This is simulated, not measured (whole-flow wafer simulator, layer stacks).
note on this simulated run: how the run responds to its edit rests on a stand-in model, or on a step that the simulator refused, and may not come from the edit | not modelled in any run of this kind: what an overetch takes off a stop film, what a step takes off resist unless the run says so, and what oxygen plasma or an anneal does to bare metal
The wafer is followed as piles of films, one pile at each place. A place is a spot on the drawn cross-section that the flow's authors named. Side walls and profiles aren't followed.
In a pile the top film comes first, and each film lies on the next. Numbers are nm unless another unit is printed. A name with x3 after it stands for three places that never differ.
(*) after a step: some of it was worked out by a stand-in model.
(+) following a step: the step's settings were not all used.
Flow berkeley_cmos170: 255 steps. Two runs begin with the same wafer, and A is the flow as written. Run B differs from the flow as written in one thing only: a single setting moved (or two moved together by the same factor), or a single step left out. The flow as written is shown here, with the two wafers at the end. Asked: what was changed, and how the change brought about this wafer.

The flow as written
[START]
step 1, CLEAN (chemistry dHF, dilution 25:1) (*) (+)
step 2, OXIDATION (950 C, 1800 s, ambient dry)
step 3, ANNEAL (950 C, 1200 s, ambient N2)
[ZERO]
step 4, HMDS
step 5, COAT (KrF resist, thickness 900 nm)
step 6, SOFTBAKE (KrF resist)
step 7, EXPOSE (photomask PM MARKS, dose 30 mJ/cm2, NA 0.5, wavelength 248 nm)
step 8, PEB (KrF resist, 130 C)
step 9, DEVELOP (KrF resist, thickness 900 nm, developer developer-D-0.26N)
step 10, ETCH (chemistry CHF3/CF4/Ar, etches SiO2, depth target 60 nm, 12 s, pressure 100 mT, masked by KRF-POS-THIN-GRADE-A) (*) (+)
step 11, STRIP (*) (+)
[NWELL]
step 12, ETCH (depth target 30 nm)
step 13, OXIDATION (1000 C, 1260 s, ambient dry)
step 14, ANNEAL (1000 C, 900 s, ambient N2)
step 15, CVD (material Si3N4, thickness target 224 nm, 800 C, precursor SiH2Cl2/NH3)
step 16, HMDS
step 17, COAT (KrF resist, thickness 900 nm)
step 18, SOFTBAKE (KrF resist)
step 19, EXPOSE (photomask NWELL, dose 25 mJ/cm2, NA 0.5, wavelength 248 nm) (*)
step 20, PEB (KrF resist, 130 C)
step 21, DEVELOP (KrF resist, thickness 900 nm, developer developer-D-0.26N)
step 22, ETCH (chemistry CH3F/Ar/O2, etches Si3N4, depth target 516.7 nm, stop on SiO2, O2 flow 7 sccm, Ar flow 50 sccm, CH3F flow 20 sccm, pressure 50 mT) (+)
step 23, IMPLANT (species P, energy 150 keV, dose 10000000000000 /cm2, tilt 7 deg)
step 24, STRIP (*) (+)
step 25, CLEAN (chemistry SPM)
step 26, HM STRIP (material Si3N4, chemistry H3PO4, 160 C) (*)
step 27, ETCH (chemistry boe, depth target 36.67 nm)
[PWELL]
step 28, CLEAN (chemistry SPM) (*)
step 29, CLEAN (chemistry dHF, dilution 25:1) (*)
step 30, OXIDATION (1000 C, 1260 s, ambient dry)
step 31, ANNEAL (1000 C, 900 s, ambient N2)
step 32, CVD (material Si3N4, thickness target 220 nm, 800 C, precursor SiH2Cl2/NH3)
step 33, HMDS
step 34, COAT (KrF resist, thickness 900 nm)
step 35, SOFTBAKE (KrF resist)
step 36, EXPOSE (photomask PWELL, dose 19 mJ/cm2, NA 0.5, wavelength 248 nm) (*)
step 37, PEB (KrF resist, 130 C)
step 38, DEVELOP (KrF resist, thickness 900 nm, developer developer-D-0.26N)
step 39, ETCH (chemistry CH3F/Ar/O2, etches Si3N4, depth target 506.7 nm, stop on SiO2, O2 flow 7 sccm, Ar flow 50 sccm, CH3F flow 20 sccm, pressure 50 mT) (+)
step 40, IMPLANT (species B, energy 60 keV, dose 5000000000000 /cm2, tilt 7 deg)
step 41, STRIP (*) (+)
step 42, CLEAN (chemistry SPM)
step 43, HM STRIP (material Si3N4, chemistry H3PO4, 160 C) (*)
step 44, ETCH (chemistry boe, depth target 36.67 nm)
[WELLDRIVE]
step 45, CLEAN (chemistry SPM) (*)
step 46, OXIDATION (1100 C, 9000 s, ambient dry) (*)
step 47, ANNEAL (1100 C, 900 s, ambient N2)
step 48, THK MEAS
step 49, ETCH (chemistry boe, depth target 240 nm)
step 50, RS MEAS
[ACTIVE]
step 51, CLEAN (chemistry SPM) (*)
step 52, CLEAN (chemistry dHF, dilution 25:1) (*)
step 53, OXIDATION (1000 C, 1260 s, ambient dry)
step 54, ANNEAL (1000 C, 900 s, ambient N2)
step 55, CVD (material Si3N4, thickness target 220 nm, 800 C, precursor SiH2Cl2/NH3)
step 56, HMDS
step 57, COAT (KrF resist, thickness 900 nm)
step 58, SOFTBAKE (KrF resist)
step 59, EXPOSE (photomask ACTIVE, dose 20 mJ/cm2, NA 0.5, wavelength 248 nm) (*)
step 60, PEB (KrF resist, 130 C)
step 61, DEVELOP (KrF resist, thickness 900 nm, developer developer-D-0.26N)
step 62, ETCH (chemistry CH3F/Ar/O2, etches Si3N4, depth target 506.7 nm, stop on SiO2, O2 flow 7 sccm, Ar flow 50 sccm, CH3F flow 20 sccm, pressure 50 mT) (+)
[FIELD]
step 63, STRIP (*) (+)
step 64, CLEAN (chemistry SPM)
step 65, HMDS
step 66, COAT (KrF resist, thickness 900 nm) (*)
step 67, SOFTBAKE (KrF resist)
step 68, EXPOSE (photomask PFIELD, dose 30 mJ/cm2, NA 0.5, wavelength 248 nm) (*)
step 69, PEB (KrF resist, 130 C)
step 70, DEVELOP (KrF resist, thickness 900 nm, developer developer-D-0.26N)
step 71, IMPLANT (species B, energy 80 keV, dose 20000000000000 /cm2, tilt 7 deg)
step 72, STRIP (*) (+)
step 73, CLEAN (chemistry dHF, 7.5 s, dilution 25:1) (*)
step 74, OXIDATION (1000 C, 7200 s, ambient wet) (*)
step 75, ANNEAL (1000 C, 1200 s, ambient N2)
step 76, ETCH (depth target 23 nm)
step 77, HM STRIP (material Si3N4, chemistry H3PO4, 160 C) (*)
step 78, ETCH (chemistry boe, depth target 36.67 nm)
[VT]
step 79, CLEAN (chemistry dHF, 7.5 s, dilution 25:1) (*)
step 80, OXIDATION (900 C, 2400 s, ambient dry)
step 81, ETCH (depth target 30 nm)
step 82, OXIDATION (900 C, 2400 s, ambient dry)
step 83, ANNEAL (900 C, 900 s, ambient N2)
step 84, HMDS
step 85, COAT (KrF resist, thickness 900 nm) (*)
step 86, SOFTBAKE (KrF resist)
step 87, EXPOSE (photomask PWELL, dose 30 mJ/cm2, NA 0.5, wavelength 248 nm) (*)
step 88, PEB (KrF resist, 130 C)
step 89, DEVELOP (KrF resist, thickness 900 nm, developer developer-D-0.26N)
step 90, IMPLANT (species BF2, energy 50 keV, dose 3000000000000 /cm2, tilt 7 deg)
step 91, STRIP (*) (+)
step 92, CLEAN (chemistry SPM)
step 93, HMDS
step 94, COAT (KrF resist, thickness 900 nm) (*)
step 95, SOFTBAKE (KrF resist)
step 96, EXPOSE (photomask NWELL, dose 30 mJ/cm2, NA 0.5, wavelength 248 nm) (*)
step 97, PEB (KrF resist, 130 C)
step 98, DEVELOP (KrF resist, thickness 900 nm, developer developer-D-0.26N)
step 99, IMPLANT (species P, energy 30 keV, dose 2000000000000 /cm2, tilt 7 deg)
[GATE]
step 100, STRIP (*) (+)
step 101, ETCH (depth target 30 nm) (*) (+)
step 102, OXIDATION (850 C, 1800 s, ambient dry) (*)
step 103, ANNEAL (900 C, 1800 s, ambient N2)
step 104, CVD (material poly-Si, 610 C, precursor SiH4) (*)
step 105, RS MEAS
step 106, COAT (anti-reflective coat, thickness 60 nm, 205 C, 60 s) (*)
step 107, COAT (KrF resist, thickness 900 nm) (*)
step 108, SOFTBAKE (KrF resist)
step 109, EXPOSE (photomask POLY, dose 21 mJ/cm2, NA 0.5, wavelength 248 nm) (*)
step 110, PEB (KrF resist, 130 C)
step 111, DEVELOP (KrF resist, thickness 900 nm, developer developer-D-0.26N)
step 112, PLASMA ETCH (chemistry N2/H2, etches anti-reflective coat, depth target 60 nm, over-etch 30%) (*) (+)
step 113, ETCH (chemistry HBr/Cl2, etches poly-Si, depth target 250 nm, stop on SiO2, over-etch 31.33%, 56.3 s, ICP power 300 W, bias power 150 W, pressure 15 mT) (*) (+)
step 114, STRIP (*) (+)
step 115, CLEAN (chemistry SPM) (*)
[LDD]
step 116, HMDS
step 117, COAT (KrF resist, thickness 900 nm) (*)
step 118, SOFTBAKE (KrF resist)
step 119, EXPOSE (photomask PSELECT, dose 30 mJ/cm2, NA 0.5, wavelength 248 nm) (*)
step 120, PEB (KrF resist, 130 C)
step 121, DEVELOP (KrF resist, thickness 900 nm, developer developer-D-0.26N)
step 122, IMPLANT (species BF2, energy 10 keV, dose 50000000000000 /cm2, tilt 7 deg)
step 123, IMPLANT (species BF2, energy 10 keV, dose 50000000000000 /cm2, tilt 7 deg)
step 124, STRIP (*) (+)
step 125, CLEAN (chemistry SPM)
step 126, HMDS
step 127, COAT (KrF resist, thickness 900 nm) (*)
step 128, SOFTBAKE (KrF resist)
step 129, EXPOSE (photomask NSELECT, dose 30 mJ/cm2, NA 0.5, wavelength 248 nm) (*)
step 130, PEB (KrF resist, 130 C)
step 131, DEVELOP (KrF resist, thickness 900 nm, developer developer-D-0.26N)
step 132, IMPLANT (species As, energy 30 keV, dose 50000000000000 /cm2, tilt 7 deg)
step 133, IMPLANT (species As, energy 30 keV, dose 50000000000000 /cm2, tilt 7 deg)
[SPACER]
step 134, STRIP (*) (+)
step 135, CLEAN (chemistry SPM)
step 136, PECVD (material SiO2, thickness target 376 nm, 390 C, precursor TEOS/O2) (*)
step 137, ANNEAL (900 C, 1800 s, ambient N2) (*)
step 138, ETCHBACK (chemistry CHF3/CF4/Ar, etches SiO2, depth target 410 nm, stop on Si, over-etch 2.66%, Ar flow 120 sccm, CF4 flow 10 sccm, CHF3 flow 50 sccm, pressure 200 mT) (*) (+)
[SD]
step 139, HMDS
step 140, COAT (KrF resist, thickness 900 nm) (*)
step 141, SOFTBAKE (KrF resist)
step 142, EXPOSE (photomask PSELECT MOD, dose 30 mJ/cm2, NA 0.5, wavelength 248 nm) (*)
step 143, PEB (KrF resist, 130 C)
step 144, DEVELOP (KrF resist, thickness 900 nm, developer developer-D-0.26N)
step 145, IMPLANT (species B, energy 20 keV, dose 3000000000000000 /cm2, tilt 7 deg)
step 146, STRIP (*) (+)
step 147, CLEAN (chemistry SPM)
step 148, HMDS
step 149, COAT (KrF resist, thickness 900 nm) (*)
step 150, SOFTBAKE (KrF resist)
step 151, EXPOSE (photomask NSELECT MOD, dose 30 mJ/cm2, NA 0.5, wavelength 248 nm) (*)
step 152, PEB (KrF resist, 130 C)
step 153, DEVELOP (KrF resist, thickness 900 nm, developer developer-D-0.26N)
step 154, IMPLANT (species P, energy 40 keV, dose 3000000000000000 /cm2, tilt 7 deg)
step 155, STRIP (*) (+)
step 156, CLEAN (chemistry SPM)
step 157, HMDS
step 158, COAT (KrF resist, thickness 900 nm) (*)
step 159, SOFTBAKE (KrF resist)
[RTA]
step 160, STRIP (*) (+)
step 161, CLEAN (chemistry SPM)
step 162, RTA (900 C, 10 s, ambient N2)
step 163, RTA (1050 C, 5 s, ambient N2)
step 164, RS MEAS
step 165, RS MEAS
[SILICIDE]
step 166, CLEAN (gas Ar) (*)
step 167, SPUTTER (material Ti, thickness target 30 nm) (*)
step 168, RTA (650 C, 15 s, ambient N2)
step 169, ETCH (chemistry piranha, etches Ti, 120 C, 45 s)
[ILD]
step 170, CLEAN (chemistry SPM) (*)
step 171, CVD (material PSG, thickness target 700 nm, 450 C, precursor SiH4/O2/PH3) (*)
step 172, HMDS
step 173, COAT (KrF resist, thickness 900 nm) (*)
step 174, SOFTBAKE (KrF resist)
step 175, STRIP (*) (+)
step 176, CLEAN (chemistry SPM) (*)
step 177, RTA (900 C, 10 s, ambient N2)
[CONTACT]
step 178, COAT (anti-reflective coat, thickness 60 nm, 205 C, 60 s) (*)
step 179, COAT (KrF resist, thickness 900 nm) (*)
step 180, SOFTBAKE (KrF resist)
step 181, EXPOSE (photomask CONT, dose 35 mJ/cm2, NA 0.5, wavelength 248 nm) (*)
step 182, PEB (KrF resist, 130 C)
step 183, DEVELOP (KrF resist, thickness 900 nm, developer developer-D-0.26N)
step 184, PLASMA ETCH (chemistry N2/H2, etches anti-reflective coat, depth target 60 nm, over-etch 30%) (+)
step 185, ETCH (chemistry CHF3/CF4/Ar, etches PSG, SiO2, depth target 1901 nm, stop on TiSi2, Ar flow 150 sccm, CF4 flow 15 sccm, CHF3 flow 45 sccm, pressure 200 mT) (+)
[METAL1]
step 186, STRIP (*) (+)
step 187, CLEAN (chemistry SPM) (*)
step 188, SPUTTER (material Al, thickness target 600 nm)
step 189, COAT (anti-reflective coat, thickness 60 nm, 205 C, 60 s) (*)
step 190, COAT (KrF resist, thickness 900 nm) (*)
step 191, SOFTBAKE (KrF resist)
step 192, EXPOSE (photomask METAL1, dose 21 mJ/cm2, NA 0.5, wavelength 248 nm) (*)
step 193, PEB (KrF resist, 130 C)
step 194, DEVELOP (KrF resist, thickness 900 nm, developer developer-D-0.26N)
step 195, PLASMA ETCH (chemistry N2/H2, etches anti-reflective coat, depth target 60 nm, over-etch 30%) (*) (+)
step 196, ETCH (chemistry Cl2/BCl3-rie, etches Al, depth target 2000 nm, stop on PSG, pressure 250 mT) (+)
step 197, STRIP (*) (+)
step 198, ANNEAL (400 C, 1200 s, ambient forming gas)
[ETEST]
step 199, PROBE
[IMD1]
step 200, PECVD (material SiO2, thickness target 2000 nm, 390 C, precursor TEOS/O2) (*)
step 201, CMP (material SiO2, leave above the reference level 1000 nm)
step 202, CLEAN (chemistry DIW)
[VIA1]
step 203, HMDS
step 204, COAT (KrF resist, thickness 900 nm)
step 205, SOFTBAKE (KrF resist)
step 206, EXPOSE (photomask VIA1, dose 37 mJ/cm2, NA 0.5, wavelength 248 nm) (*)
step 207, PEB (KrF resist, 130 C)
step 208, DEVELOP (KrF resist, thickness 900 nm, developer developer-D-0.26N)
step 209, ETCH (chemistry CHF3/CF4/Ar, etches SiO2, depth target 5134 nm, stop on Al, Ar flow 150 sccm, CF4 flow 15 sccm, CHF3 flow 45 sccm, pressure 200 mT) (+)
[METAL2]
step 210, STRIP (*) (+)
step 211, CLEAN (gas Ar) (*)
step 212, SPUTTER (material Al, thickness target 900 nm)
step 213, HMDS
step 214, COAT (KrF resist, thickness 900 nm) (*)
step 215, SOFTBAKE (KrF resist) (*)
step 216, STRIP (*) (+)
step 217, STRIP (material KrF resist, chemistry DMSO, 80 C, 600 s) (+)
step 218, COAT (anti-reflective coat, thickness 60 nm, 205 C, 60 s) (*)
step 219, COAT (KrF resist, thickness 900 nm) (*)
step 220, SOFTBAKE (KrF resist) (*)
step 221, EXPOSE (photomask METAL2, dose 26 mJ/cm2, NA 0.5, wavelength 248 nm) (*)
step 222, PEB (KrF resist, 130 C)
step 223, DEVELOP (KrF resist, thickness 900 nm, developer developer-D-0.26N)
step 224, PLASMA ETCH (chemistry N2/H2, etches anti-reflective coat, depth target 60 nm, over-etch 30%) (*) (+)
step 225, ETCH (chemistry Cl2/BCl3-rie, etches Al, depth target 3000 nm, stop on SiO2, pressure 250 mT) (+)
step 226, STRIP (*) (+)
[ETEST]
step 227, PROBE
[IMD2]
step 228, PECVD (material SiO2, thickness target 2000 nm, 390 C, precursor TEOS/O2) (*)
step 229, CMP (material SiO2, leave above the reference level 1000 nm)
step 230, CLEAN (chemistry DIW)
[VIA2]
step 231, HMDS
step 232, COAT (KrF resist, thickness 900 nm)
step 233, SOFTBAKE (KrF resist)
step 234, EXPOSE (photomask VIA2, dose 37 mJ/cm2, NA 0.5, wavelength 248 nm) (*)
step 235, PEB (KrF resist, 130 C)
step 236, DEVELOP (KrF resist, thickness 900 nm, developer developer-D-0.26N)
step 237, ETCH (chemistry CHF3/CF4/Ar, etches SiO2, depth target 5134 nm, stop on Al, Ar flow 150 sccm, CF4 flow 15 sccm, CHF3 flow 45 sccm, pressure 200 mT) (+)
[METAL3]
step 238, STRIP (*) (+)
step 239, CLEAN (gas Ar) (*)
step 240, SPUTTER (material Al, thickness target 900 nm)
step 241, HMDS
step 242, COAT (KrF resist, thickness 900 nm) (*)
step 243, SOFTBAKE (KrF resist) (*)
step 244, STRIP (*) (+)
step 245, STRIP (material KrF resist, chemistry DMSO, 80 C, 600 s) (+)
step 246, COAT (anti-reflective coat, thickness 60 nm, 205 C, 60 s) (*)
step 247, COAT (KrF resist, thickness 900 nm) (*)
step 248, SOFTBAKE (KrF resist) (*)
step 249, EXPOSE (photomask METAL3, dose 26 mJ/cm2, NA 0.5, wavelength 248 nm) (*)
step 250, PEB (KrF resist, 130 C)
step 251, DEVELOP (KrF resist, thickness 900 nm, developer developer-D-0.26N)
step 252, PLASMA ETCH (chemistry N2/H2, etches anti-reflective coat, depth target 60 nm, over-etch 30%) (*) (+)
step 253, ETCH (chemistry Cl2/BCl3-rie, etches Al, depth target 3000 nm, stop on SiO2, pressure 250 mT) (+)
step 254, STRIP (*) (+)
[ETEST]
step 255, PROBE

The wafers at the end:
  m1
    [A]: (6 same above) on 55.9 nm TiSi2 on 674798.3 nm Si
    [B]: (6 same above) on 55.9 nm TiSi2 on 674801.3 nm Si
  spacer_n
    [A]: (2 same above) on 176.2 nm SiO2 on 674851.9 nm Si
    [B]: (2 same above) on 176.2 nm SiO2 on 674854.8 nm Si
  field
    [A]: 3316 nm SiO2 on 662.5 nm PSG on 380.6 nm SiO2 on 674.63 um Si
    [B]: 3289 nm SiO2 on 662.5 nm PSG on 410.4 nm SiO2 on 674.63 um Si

Cause: step 81, ETCH: depth target 30 nm, was not run.

Step by step, how the change led to this:
  step 82, OXIDATION (900 C, 2400 s, ambient dry)
      sd_n, spacer_n, gate_n and 8 more: A +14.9 SiO2 (new film), -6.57 Si | B +8.22 SiO2, -3.62 Si
  step 101, ETCH (depth target 30 nm) (*) (+)
      sd_n, spacer_n, gate_n and 8 more: A -14.9 SiO2 (all of it) | B -23.2 SiO2 (all of it)
  step 106, COAT (anti-reflective coat, thickness 60 nm, 205 C, 60 s) (*)
      sd_n: A +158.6 anti-reflective coat (new film) | B +182.1 anti-reflective coat (new film)
      spacer_n: A +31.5 anti-reflective coat (new film) | B +26.1 anti-reflective coat (new film)
      (as well as at 8 more places)
  step 107, COAT (KrF resist, thickness 900 nm) (*)
      spacer_n: A +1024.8 KrF resist (new film) | B +1047.8 KrF resist (new film)
      gate_n: A +1027.4 KrF resist (new film) | B +1050.6 KrF resist (new film)
  step 111, DEVELOP (KrF resist, thickness 900 nm, developer developer-D-0.26N)
      spacer_n: A -1023.1 KrF resist (all of it) | B -1046.1 KrF resist (all of it)
  step 112, PLASMA ETCH (chemistry N2/H2, etches anti-reflective coat, depth target 60 nm, over-etch 30%) (*) (+)
      field: A -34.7 anti-reflective coat (all of it), -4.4 poly-Si | B -35.4 anti-reflective coat (all of it), -5.16 poly-Si
      sd_n: A -158.6 anti-reflective coat (all of it), -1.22 poly-Si | B -182.1 anti-reflective coat (all of it), -1.4 poly-Si
      (as well as at 8 more places)
  step 114, STRIP (*) (+)
      gate_n: A +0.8 chemical SiO2 (new film), -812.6 KrF resist (all of it), -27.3 anti-reflective coat (all of it), -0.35 poly-Si | B +0.8 chemical SiO2 (new film), -835.8 KrF resist (all of it), -21.4 anti-reflective coat (all of it), -0.35 poly-Si
      gate_p: A +0.8 chemical SiO2 (new film), -782.1 KrF resist (all of it), -29.6 anti-reflective coat (all of it), -0.35 poly-Si | B +0.8 chemical SiO2 (new film), -795.1 KrF resist (all of it), -26.6 anti-reflective coat (all of it), -0.35 poly-Si
  step 178, COAT (anti-reflective coat, thickness 60 nm, 205 C, 60 s) (*)
      sd_n: A +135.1 anti-reflective coat (new film) | B +153.9 anti-reflective coat (new film)
      spacer_n: A +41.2 anti-reflective coat (new film) | B +42.2 anti-reflective coat (new film)
      (as well as at 7 more places)
  step 184, PLASMA ETCH (chemistry N2/H2, etches anti-reflective coat, depth target 60 nm, over-etch 30%) (+)
      field, sd_n, spacer_n and 8 more: A -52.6 KrF resist | B -54.2 KrF resist
      contact: A -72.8 anti-reflective coat (all of it), -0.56 PSG | B -75.1 anti-reflective coat (all of it), -0.58 PSG
  step 186, STRIP (*) (+)
      sd_n: A -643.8 KrF resist (all of it), -135.1 anti-reflective coat (all of it) | B -639.6 KrF resist (all of it), -153.9 anti-reflective coat (all of it)
      spacer_n: A -599.1 KrF resist (all of it), -41.2 anti-reflective coat (all of it) | B -613.3 KrF resist (all of it), -42.2 anti-reflective coat (all of it)
      (as well as at 6 more places)
  step 189, COAT (anti-reflective coat, thickness 60 nm, 205 C, 60 s) (*)
      spacer_n: A +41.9 anti-reflective coat (new film) | B +43.2 anti-reflective coat (new film)
      gate_n: A +48 anti-reflective coat (new film) | B +49.8 anti-reflective coat (new film)
      (as well as at 5 more places)
  step 195, PLASMA ETCH (chemistry N2/H2, etches anti-reflective coat, depth target 60 nm, over-etch 30%) (*) (+)
      contact, m1, via1, m2, via2: A -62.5 KrF resist | B -65 KrF resist
      spacer_n: A -41.9 anti-reflective coat (all of it) | B -43.2 anti-reflective coat (all of it)
      (as well as at 4 more places)
  step 196, ETCH (chemistry Cl2/BCl3-rie, etches Al, depth target 2000 nm, stop on PSG, pressure 250 mT) (+)
      sd_p: A -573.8 Al (all of it), -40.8 PSG | B -565.9 Al (all of it), -41.8 PSG
  step 197, STRIP (*) (+)
      m1: A -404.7 KrF resist (all of it), -63 anti-reflective coat (all of it) | B -411 KrF resist (all of it), -61.2 anti-reflective coat (all of it)
      m2: A -412.9 KrF resist (all of it), -61.1 anti-reflective coat (all of it) | B -421.5 KrF resist (all of it), -57.5 anti-reflective coat (all of it)
  step 201, CMP (material SiO2, leave above the reference level 1000 nm)
      field: A -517 SiO2 | B -544 SiO2
